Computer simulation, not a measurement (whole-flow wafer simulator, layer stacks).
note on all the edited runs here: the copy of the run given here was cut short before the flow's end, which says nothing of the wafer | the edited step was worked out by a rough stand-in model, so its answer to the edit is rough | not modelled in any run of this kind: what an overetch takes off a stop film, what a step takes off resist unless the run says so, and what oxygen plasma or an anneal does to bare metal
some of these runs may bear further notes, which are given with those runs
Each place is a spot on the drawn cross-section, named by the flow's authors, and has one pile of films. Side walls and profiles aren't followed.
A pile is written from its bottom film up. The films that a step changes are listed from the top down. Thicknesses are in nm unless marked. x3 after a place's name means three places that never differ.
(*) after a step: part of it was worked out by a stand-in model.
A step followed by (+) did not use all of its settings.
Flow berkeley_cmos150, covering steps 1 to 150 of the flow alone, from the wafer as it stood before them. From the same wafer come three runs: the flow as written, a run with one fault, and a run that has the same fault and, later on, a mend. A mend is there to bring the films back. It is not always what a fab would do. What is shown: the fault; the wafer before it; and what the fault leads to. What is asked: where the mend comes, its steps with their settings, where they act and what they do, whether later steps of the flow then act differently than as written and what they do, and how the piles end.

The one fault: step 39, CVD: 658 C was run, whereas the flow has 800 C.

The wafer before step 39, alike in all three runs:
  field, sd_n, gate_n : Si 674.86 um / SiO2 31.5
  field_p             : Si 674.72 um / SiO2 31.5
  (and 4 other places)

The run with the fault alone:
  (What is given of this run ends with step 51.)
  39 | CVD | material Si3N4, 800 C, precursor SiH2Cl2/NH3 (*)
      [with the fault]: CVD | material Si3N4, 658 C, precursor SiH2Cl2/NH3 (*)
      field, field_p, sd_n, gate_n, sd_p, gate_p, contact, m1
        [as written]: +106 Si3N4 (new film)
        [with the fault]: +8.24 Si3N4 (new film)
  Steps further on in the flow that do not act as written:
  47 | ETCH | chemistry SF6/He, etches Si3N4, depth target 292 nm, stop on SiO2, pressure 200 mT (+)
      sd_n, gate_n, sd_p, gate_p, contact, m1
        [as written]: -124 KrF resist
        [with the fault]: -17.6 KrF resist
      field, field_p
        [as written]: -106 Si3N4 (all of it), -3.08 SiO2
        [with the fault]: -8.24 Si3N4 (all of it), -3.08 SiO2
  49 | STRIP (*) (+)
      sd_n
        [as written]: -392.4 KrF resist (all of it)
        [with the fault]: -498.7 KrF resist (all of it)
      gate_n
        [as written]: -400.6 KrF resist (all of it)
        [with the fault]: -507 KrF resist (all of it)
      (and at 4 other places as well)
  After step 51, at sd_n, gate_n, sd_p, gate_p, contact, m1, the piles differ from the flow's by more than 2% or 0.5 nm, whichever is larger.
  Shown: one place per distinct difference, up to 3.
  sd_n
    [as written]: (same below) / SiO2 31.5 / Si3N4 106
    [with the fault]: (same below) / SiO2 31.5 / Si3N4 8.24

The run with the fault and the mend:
  After step 39 comes the mend.
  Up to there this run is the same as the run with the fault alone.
  39a | CVD | material Si3N4, 800 C, precursor SiH2Cl2/NH3 (*) (the flow's step 39 again, with other settings that aren't printed)
      field, field_p, sd_n, gate_n, sd_p, gate_p, contact, m1
        +97.8 Si3N4
  Later steps of the flow that are run all act as written at every place that is followed.
  By the end, the piles equal the flow's at every place that both follow.
